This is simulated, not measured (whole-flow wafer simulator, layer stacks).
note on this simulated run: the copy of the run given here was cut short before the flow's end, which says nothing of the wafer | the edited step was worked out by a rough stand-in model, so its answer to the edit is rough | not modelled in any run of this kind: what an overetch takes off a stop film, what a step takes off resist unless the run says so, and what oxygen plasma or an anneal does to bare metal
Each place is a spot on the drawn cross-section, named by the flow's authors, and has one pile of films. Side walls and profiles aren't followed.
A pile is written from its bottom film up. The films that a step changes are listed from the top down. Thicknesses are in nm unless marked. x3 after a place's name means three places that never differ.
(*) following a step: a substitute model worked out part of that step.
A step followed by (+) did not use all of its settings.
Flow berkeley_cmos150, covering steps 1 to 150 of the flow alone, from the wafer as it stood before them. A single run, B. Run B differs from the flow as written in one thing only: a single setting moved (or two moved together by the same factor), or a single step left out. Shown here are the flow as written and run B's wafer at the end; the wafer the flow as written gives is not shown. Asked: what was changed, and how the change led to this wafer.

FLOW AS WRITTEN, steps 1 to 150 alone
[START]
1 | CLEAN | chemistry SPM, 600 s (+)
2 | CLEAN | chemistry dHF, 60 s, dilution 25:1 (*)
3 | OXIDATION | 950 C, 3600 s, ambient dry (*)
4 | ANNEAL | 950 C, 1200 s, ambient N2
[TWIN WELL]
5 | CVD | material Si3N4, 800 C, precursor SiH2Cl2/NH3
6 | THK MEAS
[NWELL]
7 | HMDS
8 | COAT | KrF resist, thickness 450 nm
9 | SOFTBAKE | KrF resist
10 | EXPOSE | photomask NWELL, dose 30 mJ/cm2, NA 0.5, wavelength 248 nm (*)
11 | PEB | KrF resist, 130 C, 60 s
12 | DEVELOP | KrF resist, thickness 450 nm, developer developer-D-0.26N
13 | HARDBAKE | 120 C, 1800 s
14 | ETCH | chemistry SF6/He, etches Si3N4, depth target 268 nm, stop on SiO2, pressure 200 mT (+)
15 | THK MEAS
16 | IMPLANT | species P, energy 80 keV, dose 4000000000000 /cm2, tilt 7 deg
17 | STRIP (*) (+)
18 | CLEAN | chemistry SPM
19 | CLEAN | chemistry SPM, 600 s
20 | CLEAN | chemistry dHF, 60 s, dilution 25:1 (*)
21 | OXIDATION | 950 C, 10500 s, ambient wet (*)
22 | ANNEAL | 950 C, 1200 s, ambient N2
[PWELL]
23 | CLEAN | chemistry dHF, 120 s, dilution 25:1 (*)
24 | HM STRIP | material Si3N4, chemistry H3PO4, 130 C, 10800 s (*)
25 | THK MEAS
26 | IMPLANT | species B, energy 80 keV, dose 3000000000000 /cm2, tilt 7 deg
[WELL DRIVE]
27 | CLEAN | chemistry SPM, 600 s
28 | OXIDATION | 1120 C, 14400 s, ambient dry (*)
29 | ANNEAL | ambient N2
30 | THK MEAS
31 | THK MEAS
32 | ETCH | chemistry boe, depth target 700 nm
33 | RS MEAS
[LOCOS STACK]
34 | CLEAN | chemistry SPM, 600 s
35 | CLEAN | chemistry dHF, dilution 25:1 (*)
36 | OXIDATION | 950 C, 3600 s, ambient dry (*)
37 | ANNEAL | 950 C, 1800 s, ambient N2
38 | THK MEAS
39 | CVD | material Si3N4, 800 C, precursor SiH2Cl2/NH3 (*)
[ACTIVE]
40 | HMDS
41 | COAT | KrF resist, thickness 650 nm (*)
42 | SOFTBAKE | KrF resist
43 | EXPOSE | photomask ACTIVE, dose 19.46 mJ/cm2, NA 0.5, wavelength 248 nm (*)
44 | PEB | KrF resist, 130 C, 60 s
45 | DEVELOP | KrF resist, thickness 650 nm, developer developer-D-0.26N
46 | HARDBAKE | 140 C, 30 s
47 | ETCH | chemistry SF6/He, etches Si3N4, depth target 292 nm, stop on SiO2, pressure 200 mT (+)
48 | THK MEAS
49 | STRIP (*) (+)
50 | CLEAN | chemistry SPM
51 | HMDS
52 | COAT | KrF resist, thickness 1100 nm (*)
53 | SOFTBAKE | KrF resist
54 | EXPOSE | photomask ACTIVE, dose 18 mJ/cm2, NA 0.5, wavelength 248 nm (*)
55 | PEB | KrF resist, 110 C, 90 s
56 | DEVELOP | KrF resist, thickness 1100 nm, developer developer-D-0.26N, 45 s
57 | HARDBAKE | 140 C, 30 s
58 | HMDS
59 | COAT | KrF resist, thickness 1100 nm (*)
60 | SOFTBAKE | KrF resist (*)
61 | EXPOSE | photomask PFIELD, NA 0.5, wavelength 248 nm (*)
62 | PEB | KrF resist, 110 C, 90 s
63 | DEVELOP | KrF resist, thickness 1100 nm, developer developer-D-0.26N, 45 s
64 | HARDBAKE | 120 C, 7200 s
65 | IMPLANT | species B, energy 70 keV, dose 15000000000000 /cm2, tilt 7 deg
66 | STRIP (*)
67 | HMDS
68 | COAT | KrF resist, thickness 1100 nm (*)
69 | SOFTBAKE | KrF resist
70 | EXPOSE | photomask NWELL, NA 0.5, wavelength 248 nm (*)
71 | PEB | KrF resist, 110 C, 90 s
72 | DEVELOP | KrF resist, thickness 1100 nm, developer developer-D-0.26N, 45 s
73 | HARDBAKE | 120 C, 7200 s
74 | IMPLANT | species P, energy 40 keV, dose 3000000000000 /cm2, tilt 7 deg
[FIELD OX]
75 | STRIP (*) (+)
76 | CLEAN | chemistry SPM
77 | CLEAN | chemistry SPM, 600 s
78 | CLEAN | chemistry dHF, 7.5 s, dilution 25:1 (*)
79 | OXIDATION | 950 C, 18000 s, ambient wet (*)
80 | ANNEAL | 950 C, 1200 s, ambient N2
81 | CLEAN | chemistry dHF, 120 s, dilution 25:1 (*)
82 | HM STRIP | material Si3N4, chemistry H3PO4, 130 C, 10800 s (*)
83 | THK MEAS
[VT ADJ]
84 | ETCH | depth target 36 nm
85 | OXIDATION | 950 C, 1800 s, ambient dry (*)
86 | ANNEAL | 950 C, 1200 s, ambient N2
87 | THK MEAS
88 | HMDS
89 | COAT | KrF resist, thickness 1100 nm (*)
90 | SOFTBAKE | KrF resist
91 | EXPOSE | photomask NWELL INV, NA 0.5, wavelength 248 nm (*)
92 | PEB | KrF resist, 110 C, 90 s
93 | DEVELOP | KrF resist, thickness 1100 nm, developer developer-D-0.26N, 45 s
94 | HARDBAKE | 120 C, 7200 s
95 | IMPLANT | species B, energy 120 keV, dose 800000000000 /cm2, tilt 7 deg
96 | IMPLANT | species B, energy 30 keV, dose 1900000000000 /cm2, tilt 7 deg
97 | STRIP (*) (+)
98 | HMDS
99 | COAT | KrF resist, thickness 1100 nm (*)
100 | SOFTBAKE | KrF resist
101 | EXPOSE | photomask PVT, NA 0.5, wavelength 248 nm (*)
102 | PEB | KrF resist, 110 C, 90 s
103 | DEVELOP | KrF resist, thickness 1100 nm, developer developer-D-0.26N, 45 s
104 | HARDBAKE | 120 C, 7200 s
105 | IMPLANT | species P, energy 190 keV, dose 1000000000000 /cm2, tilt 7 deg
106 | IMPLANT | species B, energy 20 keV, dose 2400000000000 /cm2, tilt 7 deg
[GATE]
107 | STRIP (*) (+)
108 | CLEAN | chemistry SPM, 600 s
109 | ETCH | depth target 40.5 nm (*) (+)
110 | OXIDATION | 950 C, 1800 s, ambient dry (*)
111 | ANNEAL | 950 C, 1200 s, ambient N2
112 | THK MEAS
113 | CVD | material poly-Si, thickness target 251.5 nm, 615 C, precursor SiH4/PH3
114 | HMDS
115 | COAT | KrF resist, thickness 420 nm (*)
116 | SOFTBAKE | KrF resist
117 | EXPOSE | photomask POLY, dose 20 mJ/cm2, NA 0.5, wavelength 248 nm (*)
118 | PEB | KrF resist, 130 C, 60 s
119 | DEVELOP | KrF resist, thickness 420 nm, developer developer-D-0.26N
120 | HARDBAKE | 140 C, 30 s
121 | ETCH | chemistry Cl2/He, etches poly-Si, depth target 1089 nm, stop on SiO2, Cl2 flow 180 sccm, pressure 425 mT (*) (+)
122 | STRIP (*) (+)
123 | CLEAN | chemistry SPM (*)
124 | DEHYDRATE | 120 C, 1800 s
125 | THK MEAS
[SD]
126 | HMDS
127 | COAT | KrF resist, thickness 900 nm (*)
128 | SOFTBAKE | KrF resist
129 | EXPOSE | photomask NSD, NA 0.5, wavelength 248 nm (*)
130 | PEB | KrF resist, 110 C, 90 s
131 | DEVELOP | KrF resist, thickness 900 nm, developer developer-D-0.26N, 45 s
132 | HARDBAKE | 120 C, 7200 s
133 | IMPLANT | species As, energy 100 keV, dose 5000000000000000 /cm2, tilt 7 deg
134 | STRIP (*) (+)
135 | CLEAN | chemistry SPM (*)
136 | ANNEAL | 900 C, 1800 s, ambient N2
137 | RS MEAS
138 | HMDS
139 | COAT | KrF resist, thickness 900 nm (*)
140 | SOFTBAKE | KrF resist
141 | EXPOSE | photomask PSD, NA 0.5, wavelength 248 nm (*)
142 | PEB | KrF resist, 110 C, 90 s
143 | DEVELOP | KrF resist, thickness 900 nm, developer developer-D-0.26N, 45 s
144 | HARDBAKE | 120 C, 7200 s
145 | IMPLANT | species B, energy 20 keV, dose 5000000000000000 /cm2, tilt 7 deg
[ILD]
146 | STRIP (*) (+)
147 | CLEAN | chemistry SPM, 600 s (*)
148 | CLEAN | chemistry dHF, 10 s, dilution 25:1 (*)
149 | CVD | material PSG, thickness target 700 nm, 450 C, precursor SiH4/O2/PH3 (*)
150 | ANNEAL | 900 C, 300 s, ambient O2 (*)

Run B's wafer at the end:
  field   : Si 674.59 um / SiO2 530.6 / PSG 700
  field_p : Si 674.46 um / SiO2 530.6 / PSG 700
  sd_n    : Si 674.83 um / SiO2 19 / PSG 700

Cause: step 109, ETCH: depth target 32.4 nm was run, whereas the flow has depth target 40.5 nm.

Step by step, how the change led to this:
  109 | ETCH | depth target 40.5 nm (*) (+)
      sd_n: SiO2 loses 32.4 (in the flow as written it would be: SiO2 loses 40.4 (all of it))
      field, field_p: SiO2 loses 32.4 (in the flow as written it would be: SiO2 loses 40.5)
  110 | OXIDATION | 950 C, 1800 s, ambient dry (*)
      sd_n: SiO2 gains 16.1, Si loses 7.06 (in the flow as written it would be: SiO2 gains 20.4 (new film), Si loses 8.98)
